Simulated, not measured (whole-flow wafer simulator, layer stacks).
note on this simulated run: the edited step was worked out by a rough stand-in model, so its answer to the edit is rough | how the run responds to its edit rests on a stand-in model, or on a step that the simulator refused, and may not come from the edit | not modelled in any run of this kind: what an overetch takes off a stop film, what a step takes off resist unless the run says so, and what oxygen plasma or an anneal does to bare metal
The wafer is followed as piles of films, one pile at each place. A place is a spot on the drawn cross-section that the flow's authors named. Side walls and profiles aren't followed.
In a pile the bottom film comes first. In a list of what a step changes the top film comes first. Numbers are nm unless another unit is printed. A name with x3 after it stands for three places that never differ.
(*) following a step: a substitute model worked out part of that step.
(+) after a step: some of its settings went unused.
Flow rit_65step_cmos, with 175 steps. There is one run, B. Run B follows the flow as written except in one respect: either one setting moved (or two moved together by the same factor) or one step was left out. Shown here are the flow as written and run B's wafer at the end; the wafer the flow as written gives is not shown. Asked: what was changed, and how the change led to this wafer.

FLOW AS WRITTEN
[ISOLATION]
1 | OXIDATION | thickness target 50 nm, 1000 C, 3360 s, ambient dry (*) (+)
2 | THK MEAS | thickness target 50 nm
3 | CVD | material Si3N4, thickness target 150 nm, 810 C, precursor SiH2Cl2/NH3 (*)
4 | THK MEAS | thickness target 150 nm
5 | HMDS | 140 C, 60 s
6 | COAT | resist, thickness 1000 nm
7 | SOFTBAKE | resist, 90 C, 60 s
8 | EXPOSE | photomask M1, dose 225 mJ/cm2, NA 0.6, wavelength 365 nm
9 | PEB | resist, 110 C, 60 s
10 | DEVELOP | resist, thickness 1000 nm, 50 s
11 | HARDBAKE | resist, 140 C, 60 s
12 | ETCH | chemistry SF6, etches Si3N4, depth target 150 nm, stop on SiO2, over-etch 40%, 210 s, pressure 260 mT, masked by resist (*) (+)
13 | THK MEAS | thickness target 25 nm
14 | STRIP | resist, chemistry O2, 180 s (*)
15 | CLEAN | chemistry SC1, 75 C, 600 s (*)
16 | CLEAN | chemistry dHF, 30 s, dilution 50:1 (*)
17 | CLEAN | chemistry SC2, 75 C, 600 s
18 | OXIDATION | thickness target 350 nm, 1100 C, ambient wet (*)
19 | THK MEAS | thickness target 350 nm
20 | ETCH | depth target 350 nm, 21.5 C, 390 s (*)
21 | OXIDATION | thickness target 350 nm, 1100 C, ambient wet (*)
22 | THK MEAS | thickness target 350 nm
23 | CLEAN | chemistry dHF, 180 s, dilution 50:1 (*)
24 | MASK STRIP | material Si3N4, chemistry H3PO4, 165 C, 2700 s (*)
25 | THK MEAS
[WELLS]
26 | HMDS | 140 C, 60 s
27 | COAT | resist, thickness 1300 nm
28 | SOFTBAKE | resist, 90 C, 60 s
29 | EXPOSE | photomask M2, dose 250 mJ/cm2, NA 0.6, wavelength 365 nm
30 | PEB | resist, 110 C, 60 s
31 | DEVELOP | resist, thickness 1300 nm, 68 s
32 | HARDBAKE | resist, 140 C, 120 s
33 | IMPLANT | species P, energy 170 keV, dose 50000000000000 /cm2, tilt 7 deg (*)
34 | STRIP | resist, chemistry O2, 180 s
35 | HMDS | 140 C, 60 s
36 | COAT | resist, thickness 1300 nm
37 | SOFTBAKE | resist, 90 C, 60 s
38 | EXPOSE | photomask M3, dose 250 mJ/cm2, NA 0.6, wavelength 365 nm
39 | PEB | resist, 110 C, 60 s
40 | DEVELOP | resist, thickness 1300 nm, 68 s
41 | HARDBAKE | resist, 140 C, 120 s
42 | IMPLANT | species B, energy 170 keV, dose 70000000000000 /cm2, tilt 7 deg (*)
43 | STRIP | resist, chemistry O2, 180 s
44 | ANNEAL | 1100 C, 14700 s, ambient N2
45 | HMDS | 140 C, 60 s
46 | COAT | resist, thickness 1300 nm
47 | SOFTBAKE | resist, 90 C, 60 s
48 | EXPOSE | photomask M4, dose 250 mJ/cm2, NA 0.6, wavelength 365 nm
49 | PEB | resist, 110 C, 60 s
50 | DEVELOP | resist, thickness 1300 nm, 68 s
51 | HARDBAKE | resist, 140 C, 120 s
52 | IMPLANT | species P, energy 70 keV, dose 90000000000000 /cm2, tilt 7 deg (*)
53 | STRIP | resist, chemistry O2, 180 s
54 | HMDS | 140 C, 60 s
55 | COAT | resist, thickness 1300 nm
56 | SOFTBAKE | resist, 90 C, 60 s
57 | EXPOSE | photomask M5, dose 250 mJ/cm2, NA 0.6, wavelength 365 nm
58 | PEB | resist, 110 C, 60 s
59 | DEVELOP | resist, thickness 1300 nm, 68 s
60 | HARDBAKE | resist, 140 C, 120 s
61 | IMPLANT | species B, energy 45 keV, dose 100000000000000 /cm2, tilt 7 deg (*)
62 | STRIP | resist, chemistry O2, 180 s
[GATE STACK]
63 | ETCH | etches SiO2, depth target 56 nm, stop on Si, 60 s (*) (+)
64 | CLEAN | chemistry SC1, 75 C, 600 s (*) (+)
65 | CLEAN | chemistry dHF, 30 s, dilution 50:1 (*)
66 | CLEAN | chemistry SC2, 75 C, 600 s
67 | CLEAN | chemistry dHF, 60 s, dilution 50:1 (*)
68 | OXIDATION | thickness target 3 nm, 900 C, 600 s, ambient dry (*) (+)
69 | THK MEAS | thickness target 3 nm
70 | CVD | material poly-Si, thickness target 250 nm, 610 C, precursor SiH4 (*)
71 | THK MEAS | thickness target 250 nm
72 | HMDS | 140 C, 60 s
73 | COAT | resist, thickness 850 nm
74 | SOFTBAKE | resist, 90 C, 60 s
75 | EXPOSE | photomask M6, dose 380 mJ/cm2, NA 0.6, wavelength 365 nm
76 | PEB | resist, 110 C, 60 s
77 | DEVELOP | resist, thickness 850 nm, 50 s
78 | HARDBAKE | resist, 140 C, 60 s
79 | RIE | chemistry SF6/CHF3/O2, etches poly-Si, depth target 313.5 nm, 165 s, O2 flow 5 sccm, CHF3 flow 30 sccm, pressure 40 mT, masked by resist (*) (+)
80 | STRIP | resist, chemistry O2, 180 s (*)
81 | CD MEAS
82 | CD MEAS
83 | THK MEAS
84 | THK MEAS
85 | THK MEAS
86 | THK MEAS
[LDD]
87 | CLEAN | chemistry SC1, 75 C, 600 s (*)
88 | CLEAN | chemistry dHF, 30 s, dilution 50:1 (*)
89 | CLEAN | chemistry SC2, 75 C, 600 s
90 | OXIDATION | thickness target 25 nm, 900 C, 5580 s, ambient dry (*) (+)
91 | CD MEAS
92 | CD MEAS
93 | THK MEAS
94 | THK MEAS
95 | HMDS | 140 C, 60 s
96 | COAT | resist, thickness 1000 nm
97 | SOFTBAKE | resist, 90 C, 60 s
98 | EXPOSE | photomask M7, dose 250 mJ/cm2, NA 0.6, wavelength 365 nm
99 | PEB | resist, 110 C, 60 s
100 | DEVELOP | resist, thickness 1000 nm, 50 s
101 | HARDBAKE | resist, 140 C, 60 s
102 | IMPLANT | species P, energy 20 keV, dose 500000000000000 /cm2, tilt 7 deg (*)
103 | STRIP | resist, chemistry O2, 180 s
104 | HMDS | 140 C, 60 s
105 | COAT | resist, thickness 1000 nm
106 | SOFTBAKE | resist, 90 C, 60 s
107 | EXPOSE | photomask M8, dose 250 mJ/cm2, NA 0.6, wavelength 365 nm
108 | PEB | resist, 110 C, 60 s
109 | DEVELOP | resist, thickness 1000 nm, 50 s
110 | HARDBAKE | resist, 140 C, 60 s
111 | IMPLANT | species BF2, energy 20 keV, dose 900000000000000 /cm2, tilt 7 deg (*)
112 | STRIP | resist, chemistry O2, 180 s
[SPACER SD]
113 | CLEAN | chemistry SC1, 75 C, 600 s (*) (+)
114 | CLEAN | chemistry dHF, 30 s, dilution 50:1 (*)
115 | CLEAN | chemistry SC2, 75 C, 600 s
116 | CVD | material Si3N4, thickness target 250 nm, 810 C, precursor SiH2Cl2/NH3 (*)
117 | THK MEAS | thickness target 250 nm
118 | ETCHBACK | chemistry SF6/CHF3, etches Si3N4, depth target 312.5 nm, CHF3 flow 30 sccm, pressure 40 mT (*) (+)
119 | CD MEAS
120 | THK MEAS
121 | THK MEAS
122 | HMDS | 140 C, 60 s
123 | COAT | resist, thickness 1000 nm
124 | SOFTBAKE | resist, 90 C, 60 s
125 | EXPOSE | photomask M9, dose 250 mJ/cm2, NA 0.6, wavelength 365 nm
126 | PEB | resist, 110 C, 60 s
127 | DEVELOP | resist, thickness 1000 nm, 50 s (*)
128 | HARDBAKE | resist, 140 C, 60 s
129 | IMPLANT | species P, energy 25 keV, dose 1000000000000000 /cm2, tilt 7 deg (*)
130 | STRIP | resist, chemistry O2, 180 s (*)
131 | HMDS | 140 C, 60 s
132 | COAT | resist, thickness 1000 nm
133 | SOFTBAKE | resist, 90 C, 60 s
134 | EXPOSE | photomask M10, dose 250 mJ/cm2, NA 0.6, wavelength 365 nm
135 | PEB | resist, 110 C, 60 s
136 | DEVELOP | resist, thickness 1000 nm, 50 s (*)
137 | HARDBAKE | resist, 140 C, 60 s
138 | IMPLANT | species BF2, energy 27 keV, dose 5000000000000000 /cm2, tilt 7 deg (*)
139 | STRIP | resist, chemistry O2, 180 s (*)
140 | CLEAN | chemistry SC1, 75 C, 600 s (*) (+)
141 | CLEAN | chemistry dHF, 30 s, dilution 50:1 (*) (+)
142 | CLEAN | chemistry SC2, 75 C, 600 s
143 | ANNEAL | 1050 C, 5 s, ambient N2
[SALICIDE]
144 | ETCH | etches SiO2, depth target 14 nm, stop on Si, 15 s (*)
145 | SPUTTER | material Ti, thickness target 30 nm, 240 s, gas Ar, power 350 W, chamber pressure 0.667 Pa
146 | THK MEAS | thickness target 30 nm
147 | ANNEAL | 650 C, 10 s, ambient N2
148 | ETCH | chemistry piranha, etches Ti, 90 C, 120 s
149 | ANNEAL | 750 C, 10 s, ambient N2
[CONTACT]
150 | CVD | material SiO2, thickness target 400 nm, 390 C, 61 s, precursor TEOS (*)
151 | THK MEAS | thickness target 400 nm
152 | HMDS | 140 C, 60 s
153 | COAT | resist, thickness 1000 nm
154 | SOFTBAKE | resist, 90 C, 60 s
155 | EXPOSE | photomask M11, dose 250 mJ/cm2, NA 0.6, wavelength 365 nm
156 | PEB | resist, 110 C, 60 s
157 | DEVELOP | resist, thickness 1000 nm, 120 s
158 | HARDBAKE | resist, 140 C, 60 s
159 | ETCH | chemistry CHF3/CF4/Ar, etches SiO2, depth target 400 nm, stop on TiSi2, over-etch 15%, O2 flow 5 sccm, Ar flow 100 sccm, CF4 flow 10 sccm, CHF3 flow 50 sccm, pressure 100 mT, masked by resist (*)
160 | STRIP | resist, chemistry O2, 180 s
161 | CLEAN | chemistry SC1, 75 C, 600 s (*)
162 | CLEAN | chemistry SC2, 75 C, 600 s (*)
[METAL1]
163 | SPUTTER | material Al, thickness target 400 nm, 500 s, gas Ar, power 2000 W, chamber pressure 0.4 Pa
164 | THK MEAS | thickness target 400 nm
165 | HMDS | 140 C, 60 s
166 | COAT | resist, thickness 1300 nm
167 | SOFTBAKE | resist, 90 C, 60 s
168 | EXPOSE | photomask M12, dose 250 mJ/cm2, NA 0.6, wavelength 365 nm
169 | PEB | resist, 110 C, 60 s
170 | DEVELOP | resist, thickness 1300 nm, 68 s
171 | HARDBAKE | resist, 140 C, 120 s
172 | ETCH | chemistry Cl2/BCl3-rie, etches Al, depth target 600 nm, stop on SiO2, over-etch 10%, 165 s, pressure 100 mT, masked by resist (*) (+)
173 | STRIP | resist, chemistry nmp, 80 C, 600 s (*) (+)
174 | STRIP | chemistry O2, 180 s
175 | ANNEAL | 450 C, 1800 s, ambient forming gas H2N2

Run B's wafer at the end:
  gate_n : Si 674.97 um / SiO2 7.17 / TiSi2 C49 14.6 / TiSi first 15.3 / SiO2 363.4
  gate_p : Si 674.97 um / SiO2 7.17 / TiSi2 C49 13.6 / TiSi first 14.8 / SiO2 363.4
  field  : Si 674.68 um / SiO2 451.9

Cause: step 116, CVD: thickness target 162 nm was run, whereas the flow has thickness target 250 nm.

Step by step, how the change led to this:
  116 | CVD | material Si3N4, thickness target 250 nm, 810 C, precursor SiH2Cl2/NH3 (*)
      field, field_pw, field_nw and 11 more: Si3N4 gains 162 (new film) (in the flow as written it would be: Si3N4 gains 250 (new film))
  118 | ETCHBACK | chemistry SF6/CHF3, etches Si3N4, depth target 312.5 nm, CHF3 flow 30 sccm, pressure 40 mT (*) (+)
      field, field_pw, field_nw, field_p: Si3N4 loses 162 (all of it), SiO2 loses 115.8 (in the flow as written it would be: Si3N4 loses 250 (all of it), SiO2 loses 48.1)
      gate_n: Si3N4 loses 162 (all of it), SiO2 loses 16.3 (all of it), poly-Si loses 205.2 (in the flow as written it would be: Si3N4 loses 250 (all of it), SiO2 loses 16.3 (all of it), poly-Si loses 65.5)
      (as well as at 1 more place)
  123 | COAT | resist, thickness 1000 nm
      field: resist gains 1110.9 (new film) (in the flow as written it would be: resist gains 1066.4 (new film))
      field_pw: resist gains 1076.4 (new film) (in the flow as written it would be: resist gains 1044.8 (new film))
      (as well as at 4 more places)
  126 | PEB | resist, 110 C, 60 s
      field: resist loses 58 (in the flow as written it would be: resist loses 55.6)
      field_pw: resist loses 56.1 (in the flow as written it would be: resist loses 54.3)
      (as well as at 4 more places)
  127 | DEVELOP | resist, thickness 1000 nm, 50 s (*)
      field: resist loses 1052.9 (all of it) (in the flow as written it would be: resist loses 1010.9 (all of it))
      gate_n: resist loses 892.8 (all of it) (in the flow as written it would be: resist loses 791.9 (all of it))
  128 | HARDBAKE | resist, 140 C, 60 s
      field_pw: resist loses 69 (in the flow as written it would be: resist loses 66.4)
      field_nw: resist loses 69.4 (in the flow as written it would be: resist loses 67.1)
      (as well as at 2 more places)
  130 | STRIP | resist, chemistry O2, 180 s (*)
      field_pw: resist loses 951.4 (all of it) (in the flow as written it would be: resist loses 924.1 (all of it))
      field_nw: resist loses 956.3 (all of it) (in the flow as written it would be: resist loses 928.7 (all of it))
      (as well as at 2 more places)
  132 | COAT | resist, thickness 1000 nm
      field: resist gains 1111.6 (new film) (in the flow as written it would be: resist gains 1067 (new film))
      field_pw: resist gains 1076.9 (new film) (in the flow as written it would be: resist gains 1045.2 (new film))
      (as well as at 4 more places)
  135 | PEB | resist, 110 C, 60 s
      field: resist loses 58 (in the flow as written it would be: resist loses 55.6)
      field_pw: resist loses 56.1 (in the flow as written it would be: resist loses 54.3)
      (as well as at 4 more places)
  136 | DEVELOP | resist, thickness 1000 nm, 50 s (*)
      field_p: resist loses 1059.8 (all of it) (in the flow as written it would be: resist loses 1018 (all of it))
      gate_p: resist loses 893.7 (all of it) (in the flow as written it would be: resist loses 792.8 (all of it))
  137 | HARDBAKE | resist, 140 C, 60 s
      field: resist loses 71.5 (in the flow as written it would be: resist loses 68.3)
      field_pw: resist loses 69 (in the flow as written it would be: resist loses 66.4)
      (as well as at 2 more places)
  139 | STRIP | resist, chemistry O2, 180 s (*)
      field: resist loses 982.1 (all of it) (in the flow as written it would be: resist loses 943.1 (all of it))
      field_pw: resist loses 951.7 (all of it) (in the flow as written it would be: resist loses 924.5 (all of it))
      (as well as at 2 more places)
  145 | SPUTTER | material Ti, thickness target 30 nm, 240 s, gas Ar, power 350 W, chamber pressure 0.667 Pa
      gate_n: Ti gains 30 (new film) (in the flow as written it would be: Ti gains 27.3 (new film))
      gate_p: Ti gains 30 (new film) (in the flow as written it would be: Ti gains 27.2 (new film))
  147 | ANNEAL | 650 C, 10 s, ambient N2
      gate_n: Ti loses 14.8, TiSi first gains 15.4 (new film), TiSi2 C49 gains 14.6 (new film), poly-Si loses 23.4 (all of it) (in the flow as written it would be: Ti loses 21.3, TiSi first gains 9.82 (new film), TiSi2 C49 gains 39.5 (new film), poly-Si loses 41.9)
      gate_p: Ti loses 14.1, TiSi first gains 14.9 (new film), TiSi2 C49 gains 13.6 (new film), poly-Si loses 22.1 (all of it) (in the flow as written it would be: Ti loses 21.2, TiSi first gains 9.56 (new film), TiSi2 C49 gains 39.6 (new film), poly-Si loses 41.9)
  148 | ETCH | chemistry piranha, etches Ti, 90 C, 120 s
      gate_n: Ti loses 15.2 (all of it), TiSi first loses 0.1 (in the flow as written it would be: Ti loses 6 (all of it), TiSi first loses 0.1)
      gate_p: Ti loses 15.9 (all of it), TiSi first loses 0.09 (in the flow as written it would be: Ti loses 5.97 (all of it), TiSi first loses 0.1)
  149 | ANNEAL | 750 C, 10 s, ambient N2
      gate_n: nothing (in the flow as written it would be: TiSi2 gains 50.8 (new film), TiSi first loses 9.72 (all of it), TiSi2 C49 loses 39.5 (all of it), poly-Si loses 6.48)
      gate_p: nothing (in the flow as written it would be: TiSi2 gains 50.6 (new film), TiSi first loses 9.46 (all of it), TiSi2 C49 loses 39.6 (all of it), poly-Si loses 6.31)
  ... 7 further steps ...
  170 | DEVELOP | resist, thickness 1300 nm, 68 s
      field: resist loses 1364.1 (all of it) (in the flow as written it would be: resist loses 1316.6 (all of it))
      field_pw: resist loses 1317.8 (all of it) (in the flow as written it would be: resist loses 1285.5 (all of it))
      (as well as at 4 more places)
